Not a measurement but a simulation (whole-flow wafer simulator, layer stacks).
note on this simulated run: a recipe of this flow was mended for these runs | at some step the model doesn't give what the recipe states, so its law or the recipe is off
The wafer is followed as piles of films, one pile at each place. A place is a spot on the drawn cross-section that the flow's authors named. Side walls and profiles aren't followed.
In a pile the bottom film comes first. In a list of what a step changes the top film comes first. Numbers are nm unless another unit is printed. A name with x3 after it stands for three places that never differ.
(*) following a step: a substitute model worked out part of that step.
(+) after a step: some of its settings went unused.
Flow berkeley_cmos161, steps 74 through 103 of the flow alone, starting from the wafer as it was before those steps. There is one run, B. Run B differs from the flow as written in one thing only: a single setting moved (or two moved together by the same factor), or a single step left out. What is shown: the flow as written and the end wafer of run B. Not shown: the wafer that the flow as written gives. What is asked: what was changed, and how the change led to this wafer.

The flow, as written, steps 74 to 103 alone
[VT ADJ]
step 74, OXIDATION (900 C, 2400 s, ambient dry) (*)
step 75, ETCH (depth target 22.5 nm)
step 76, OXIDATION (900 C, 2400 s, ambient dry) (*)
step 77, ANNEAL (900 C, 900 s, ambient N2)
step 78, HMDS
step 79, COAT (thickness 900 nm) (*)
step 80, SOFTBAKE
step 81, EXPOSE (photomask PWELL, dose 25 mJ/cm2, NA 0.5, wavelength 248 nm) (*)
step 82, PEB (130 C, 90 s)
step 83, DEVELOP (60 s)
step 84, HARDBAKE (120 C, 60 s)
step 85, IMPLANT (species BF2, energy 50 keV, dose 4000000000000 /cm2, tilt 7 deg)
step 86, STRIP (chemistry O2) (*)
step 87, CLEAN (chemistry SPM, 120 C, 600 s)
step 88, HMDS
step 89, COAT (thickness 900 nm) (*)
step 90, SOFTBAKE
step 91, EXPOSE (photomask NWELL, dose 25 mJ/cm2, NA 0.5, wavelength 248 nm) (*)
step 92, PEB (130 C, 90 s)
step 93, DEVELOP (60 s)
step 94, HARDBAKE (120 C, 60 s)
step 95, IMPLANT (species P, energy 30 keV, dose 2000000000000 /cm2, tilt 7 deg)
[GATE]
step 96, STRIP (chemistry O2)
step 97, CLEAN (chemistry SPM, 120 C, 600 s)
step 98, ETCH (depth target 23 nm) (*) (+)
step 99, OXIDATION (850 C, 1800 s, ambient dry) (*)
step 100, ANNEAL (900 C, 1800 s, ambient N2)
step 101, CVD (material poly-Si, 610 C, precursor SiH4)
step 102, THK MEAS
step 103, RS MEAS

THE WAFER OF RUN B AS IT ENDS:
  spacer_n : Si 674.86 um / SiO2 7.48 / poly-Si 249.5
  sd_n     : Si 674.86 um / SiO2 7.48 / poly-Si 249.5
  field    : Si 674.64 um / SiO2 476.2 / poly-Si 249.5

Cause: step 75, ETCH: depth target 22.5 nm, was omitted.

The path from the change to this, step by step:
  step 76, OXIDATION (900 C, 2400 s, ambient dry) (*)
      sd_n, spacer_n, gate_n, sd_p, spacer_p, gate_p, contact, m1: SiO2 gains 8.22, Si loses 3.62 (in the flow as written it would be: SiO2 gains 14.9 (new film), Si loses 6.57)
  step 98, ETCH (depth target 23 nm) (*) (+)
      sd_n, spacer_n, gate_n, sd_p, spacer_p, gate_p, contact, m1: SiO2 loses 23.2 (all of it) (in the flow as written it would be: SiO2 loses 14.9 (all of it))
